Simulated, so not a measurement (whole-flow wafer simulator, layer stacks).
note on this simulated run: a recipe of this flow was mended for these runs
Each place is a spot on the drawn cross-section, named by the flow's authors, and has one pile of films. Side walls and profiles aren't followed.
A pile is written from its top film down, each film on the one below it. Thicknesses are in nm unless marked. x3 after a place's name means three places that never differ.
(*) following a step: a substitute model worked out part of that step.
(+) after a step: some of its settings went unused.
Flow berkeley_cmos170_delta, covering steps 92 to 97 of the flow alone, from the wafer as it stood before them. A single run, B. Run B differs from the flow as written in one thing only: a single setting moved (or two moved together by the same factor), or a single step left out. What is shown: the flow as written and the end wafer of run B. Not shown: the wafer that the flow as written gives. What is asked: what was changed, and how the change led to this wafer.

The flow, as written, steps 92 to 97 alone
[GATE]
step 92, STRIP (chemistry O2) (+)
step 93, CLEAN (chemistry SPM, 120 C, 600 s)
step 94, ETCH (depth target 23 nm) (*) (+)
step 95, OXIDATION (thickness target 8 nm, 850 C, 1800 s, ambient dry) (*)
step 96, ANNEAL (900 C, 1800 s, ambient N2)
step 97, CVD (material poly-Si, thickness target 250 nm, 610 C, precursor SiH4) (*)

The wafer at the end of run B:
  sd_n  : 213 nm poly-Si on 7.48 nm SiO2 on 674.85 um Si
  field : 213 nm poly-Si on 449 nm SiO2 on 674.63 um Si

The reason: step 97, CVD: thickness target 213 nm was run, though the flow has thickness target 250 nm.
The wafer itself shows it: sd_n has poly-Si 213, and step 97 as written asks for 250 nm.

Step by step, how the change led to this:
  step 97, CVD (material poly-Si, thickness target 250 nm, 610 C, precursor SiH4) (*)
      field, sd_n, spacer_n, gate, sd_p, spacer_p x2, contact, m1: +213 poly-Si (new film) (it would be, as written: +250 poly-Si (new film))
